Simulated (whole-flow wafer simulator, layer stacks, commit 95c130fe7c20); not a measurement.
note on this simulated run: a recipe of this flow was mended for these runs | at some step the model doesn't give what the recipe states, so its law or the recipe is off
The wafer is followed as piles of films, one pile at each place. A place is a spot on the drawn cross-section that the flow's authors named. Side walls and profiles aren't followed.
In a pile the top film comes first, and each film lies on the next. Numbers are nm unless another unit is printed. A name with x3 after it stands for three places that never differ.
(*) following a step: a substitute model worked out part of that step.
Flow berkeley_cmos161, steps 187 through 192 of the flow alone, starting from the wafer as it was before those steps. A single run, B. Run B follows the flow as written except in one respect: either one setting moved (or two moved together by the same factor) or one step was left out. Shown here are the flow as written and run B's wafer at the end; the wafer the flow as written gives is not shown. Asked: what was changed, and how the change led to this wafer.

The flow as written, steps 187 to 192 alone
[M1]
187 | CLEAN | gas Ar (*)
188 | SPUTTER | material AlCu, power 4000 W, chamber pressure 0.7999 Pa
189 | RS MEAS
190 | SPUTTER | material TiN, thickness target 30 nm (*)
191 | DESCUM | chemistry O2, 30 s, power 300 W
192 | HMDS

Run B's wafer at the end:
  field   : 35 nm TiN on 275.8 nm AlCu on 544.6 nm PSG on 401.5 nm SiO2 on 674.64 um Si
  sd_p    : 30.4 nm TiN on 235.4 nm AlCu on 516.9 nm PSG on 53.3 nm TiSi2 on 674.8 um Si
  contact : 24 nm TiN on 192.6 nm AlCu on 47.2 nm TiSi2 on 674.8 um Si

Cause: step 190, SPUTTER: thickness target 35 nm was run, though the flow has thickness target 30 nm.
One can read it off the wafer: field has TiN 35, and step 190 as written asks for 30 nm.

How this came from the change, step by step:
  190 | SPUTTER | material TiN, thickness target 30 nm (*)
      field, sd_n, spacer_n, gate_n, spacer_p, gate_p, m1: +35 TiN (new film) (in the flow as written it would be: +30 TiN (new film))
      sd_p: +30.4 TiN (new film) (in the flow as written it would be: +26.1 TiN (new film))
      (and at 1 other place as well)
